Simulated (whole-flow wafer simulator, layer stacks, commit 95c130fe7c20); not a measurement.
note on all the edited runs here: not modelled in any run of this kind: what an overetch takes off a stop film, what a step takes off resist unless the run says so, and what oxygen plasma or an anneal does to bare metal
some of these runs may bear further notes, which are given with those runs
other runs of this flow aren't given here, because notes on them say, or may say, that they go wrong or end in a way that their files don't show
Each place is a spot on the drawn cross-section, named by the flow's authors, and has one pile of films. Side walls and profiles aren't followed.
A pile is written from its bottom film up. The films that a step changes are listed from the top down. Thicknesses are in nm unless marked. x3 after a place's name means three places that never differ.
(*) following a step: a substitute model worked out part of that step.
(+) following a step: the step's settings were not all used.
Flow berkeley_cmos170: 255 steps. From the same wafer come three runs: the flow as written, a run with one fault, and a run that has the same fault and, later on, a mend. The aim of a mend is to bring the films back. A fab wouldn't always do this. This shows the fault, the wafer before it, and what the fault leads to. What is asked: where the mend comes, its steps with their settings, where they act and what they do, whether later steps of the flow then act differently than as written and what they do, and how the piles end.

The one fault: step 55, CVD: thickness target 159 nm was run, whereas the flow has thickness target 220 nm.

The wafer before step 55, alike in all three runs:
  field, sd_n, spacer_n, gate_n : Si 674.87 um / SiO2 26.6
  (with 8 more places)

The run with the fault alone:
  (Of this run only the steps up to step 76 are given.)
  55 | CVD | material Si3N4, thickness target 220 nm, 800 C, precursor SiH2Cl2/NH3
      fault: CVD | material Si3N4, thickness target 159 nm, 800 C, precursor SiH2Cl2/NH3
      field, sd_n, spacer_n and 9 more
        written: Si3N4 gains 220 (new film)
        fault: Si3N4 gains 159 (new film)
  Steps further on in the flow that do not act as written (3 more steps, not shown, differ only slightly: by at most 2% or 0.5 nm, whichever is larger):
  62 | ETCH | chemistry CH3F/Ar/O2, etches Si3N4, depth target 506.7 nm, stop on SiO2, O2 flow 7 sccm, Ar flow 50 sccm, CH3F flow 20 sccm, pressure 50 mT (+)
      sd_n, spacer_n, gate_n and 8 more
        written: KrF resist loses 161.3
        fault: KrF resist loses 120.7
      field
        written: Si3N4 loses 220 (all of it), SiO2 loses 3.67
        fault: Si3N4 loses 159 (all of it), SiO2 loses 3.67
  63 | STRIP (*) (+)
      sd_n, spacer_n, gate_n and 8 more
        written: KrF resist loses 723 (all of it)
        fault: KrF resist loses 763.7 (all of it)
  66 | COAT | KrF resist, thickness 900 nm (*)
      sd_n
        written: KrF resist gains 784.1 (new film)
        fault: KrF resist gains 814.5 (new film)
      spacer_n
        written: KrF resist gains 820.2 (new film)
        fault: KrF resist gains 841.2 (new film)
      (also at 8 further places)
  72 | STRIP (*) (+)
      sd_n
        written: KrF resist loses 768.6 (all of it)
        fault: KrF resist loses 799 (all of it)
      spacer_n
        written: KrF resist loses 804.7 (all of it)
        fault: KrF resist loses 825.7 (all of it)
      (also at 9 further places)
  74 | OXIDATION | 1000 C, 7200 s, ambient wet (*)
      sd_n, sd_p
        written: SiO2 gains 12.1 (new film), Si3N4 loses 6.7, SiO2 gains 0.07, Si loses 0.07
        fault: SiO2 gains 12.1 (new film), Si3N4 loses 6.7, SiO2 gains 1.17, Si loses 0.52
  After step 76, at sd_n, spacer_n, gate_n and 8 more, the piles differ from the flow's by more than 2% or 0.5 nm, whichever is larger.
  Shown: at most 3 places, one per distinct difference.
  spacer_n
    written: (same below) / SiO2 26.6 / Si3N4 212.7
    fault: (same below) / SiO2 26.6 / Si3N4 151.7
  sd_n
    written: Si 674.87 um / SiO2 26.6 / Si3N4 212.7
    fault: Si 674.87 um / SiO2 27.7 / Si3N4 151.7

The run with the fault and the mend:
  The mend follows step 55.
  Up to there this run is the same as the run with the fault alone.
  55a | CVD | material Si3N4, thickness target 61 nm, 800 C, precursor SiH2Cl2/NH3 (the flow's step 55 again, with other settings)
      field, sd_n, spacer_n and 9 more
        Si3N4 gains 61
  Every later step of the flow that is run acts as written at every place that is followed.
  By the end, the piles equal the flow's at every place that both follow.
